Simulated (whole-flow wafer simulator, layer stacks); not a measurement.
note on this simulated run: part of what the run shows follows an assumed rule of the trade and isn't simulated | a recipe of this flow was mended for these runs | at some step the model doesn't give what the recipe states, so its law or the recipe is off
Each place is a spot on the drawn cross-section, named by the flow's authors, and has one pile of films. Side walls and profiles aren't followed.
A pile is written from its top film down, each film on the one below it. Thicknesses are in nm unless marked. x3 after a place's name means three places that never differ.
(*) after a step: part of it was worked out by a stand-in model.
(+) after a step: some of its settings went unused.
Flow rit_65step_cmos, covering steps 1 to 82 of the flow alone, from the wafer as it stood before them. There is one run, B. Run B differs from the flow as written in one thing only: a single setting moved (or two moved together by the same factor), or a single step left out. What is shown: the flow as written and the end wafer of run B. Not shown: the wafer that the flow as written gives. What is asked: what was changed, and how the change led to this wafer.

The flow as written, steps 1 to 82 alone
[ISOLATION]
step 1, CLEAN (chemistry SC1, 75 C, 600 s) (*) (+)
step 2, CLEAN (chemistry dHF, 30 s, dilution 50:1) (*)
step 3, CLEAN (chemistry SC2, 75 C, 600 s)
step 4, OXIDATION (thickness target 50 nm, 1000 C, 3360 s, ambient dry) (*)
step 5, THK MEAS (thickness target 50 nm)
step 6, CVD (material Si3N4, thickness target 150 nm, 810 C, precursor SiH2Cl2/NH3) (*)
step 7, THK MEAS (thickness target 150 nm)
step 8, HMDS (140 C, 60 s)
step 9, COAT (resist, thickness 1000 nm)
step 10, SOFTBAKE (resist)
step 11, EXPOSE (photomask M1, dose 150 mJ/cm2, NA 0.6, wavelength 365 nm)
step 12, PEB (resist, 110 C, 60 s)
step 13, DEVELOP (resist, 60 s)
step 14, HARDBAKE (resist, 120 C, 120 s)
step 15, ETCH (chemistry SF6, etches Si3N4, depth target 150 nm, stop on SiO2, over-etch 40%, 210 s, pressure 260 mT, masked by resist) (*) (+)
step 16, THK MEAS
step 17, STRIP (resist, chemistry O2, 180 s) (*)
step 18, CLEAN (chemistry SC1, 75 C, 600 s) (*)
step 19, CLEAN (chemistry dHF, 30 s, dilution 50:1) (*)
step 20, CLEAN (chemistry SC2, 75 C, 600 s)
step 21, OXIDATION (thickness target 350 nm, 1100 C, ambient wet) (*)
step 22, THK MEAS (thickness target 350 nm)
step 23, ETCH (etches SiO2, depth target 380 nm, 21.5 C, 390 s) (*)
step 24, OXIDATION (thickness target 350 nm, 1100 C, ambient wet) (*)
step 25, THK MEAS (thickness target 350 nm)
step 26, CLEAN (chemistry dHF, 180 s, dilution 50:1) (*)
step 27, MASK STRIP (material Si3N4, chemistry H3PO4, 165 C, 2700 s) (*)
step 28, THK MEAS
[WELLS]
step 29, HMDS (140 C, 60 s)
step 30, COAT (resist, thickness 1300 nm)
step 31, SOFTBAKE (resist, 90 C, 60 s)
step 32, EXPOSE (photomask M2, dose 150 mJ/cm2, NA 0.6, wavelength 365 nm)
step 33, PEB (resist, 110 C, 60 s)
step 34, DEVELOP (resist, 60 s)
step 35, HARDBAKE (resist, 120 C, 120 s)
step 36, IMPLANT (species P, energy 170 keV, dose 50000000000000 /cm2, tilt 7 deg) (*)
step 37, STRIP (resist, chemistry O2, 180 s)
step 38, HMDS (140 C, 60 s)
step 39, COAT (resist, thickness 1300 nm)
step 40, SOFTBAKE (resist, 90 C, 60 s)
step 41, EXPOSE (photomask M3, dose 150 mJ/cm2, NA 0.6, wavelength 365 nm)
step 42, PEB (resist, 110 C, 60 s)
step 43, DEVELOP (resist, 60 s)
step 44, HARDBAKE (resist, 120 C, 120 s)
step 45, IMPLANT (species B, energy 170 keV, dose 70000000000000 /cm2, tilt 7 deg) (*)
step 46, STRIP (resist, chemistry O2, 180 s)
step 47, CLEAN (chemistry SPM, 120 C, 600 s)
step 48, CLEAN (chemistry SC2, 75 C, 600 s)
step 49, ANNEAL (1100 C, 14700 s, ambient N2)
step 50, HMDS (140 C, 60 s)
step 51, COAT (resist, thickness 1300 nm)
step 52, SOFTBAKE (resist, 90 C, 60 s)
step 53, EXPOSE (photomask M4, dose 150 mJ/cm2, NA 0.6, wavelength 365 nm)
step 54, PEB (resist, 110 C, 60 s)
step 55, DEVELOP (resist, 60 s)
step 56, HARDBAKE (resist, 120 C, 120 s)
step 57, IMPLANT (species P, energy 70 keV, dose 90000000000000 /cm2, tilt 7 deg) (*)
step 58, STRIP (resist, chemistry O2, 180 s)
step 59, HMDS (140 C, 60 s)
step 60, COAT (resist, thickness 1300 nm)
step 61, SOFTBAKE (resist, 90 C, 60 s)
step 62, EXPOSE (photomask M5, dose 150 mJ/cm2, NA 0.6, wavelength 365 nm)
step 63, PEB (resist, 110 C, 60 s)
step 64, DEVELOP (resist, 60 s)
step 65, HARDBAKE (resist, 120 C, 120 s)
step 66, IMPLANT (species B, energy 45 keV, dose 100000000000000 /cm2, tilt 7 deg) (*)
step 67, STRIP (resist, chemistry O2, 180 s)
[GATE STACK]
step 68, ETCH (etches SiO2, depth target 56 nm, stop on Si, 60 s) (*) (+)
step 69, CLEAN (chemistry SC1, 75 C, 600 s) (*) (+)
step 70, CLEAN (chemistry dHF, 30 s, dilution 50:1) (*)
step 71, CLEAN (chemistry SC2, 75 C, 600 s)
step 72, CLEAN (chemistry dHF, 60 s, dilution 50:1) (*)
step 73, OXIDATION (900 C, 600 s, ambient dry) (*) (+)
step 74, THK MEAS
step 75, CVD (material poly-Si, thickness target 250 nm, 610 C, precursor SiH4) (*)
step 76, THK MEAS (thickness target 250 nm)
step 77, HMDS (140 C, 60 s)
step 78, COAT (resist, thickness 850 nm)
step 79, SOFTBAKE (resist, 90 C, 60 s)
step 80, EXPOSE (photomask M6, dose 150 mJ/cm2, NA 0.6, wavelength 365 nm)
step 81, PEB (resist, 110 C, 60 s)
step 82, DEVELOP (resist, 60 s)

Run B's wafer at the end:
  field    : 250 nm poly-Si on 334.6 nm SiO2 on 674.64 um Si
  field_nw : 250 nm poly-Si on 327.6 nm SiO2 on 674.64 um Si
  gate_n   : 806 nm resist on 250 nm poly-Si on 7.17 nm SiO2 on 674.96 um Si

What caused this: step 24, OXIDATION: thickness target 434 nm was run, while the flow as written has thickness target 350 nm; step 26, CLEAN: 223 s was run, where the flow has 180 s.

The path from the change to this, step by step:
  step 24, OXIDATION (thickness target 350 nm, 1100 C, ambient wet) (*)
      active_n, active_p, gate_n and 7 more: +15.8 SiO2 (new film), -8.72 Si3N4 (in the flow as written it would be: +12 SiO2 (new film), -6.61 Si3N4)
      field, field_pw, field_nw, field_p: +434 SiO2 (new film), -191 Si (in the flow as written it would be: +350 SiO2 (new film), -154 Si)
  step 26, CLEAN (chemistry dHF, 180 s, dilution 50:1) (*)
      active_n, active_p, gate_n and 7 more: -15.8 SiO2 (all of it), -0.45 Si3N4 (in the flow as written it would be: -12 SiO2 (all of it), -0.44 Si3N4)
      field, field_pw, field_nw, field_p: -20.7 SiO2 (in the flow as written it would be: -16.7 SiO2)
  step 30, COAT (resist, thickness 1300 nm)
      field, field_p: +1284 resist (new film) (in the flow as written it would be: +1315.7 resist (new film))
  step 33, PEB (resist, 110 C, 60 s)
      field, field_p: -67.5 resist (in the flow as written it would be: -69.2 resist)
  step 34, DEVELOP (resist, 60 s)
      field_p: -1216.5 resist (all of it) (in the flow as written it would be: -1246.5 resist (all of it))
  step 35, HARDBAKE (resist, 120 C, 120 s)
      field: -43 resist (in the flow as written it would be: -44.1 resist)
  step 37, STRIP (resist, chemistry O2, 180 s)
      field: -1173.4 resist (all of it) (in the flow as written it would be: -1202.4 resist (all of it))
  step 39, COAT (resist, thickness 1300 nm)
      field, field_p: +1284 resist (new film) (in the flow as written it would be: +1315.7 resist (new film))
  step 42, PEB (resist, 110 C, 60 s)
      field, field_p: -67.5 resist (in the flow as written it would be: -69.2 resist)
  step 43, DEVELOP (resist, 60 s)
      field: -1216.5 resist (all of it) (in the flow as written it would be: -1246.5 resist (all of it))
  step 44, HARDBAKE (resist, 120 C, 120 s)
      field_p: -43 resist (in the flow as written it would be: -44.1 resist)
  step 46, STRIP (resist, chemistry O2, 180 s)
      field_p: -1173.5 resist (all of it) (in the flow as written it would be: -1202.3 resist (all of it))
  step 51, COAT (resist, thickness 1300 nm)
      field, field_p: +1284 resist (new film) (in the flow as written it would be: +1315.7 resist (new film))
  step 54, PEB (resist, 110 C, 60 s)
      field, field_p: -67.5 resist (in the flow as written it would be: -69.2 resist)
  step 55, DEVELOP (resist, 60 s)
      field_p: -1216.5 resist (all of it) (in the flow as written it would be: -1246.5 resist (all of it))
  step 56, HARDBAKE (resist, 120 C, 120 s)
      field: -43 resist (in the flow as written it would be: -44.1 resist)
  ... another 8 steps ...
  step 82, DEVELOP (resist, 60 s)
      field: -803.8 resist (all of it) (in the flow as written it would be: -832.7 resist (all of it))
      field_pw: -805.3 resist (all of it) (in the flow as written it would be: -826 resist (all of it))
      (also at 2 further places)
